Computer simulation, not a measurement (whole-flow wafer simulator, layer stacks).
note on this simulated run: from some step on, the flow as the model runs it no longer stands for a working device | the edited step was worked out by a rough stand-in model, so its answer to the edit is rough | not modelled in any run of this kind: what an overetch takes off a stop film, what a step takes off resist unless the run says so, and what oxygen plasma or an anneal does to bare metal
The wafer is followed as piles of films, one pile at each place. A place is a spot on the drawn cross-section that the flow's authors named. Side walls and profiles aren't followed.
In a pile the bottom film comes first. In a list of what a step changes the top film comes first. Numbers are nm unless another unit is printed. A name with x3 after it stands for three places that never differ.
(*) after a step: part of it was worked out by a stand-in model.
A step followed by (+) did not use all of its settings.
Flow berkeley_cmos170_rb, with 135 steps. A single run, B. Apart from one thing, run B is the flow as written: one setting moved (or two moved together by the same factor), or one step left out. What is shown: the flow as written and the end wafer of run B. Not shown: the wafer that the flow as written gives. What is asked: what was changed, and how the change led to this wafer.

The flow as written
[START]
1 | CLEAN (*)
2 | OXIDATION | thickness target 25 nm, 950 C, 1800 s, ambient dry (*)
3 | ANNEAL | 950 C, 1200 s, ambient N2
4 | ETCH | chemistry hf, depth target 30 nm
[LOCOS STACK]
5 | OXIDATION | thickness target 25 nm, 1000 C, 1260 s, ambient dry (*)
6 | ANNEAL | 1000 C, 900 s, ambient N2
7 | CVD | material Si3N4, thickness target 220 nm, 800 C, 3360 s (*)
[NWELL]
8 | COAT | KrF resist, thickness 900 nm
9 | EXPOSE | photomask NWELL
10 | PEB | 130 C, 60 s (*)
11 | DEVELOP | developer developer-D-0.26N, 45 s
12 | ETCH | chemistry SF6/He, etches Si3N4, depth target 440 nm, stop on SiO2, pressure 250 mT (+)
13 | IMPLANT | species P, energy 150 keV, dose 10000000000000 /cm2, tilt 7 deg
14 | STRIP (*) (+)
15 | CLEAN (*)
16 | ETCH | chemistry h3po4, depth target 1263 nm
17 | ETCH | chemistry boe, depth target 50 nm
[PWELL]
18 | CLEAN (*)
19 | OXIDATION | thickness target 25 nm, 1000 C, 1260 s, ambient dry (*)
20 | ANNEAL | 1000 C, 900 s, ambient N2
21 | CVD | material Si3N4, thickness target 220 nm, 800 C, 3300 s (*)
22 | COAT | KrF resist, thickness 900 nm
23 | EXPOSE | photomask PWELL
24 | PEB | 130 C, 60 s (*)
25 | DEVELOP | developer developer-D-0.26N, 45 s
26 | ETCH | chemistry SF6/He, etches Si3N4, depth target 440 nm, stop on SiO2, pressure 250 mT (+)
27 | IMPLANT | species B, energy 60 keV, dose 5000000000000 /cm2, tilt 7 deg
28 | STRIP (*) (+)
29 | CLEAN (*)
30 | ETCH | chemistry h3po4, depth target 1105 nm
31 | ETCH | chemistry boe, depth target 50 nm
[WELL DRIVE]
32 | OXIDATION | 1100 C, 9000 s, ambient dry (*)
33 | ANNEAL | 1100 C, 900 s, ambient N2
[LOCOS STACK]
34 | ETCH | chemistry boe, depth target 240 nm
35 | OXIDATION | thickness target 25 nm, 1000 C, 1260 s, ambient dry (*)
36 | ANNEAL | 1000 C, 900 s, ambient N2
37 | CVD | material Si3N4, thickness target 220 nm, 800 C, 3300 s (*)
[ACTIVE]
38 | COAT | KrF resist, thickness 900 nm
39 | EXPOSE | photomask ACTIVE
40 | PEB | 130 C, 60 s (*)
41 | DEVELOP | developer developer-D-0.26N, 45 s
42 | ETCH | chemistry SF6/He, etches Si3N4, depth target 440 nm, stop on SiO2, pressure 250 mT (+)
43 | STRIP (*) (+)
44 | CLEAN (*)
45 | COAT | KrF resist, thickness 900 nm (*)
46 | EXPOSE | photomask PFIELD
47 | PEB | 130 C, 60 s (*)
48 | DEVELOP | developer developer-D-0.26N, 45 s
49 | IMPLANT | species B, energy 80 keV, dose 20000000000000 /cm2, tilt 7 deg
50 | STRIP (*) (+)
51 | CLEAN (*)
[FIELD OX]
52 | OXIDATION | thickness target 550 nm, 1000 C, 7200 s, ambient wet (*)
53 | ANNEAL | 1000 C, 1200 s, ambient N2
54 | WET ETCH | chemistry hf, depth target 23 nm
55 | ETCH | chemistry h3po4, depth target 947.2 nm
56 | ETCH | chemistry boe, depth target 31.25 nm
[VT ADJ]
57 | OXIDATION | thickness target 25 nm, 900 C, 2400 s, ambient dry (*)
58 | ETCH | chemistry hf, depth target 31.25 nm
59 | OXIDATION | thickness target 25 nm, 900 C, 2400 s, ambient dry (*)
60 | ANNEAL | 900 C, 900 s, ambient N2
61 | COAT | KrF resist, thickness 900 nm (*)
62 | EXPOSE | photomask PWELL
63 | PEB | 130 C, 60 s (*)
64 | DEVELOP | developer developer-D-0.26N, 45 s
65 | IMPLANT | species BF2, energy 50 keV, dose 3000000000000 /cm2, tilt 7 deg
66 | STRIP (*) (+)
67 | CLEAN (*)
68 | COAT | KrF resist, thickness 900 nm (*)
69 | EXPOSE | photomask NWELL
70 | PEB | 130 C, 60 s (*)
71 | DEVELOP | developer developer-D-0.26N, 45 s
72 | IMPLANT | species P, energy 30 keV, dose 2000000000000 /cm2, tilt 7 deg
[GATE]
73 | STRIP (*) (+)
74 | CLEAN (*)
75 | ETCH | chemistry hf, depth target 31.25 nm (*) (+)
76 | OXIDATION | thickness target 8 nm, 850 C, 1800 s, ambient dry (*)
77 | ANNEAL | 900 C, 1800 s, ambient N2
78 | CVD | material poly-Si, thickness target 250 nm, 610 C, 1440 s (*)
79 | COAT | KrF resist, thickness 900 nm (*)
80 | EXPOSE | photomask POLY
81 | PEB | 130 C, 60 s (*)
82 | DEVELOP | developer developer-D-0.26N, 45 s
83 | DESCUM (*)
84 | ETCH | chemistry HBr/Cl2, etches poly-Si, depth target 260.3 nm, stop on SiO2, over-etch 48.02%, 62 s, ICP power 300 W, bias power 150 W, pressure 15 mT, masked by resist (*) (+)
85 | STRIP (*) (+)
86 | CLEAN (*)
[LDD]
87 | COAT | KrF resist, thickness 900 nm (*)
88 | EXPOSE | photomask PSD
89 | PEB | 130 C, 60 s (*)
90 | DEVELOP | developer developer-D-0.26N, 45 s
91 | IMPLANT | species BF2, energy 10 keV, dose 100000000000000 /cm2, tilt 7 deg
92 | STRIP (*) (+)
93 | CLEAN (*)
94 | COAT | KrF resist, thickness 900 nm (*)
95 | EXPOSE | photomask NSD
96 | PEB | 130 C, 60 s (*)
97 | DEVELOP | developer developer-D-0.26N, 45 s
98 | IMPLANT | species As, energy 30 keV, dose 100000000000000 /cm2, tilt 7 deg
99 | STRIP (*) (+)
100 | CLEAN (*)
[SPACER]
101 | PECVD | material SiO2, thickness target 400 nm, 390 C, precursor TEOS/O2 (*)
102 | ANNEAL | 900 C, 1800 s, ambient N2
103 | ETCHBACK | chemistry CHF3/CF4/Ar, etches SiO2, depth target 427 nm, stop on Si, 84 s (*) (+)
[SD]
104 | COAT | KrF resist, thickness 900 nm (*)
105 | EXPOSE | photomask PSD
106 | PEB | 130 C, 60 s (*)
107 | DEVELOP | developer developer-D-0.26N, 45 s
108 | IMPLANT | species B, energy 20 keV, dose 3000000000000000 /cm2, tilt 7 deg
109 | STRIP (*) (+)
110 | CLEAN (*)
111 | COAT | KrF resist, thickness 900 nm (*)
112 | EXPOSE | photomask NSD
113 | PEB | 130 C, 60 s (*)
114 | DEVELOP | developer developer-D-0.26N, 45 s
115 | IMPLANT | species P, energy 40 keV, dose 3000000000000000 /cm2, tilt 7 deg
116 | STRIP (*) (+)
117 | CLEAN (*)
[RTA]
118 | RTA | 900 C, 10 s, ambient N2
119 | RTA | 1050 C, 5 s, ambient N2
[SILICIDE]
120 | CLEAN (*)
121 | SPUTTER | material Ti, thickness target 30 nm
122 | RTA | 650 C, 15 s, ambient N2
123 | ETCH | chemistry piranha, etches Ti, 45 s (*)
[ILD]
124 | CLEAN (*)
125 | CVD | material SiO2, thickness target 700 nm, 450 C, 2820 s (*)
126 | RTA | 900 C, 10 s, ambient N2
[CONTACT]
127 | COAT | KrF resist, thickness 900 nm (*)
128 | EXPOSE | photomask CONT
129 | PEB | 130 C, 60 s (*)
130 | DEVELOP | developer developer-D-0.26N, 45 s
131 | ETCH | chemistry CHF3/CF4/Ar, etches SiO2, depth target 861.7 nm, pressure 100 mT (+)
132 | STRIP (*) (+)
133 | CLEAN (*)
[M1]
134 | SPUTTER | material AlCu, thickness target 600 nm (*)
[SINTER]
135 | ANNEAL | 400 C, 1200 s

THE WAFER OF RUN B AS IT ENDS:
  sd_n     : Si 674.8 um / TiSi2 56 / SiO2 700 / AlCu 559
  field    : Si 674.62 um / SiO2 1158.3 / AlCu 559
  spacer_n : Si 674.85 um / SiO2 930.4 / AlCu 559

What caused this: step 134, SPUTTER: thickness target 559 nm was run, whereas the flow has thickness target 600 nm.
One can read it off the wafer: sd_n has AlCu 559, and step 134 as written asks for 600 nm.

How this came from the change, step by step:
  134 | SPUTTER | material AlCu, thickness target 600 nm (*)
      field, sd_n, spacer_n, gate, spacer_p, gate_p, m1: +559 AlCu (new film) (as written it would have been: +600 AlCu (new film))
      sd_p: +506.8 AlCu (new film) (as written it would have been: +545.9 AlCu (new film))
      (as well as at 1 more place)
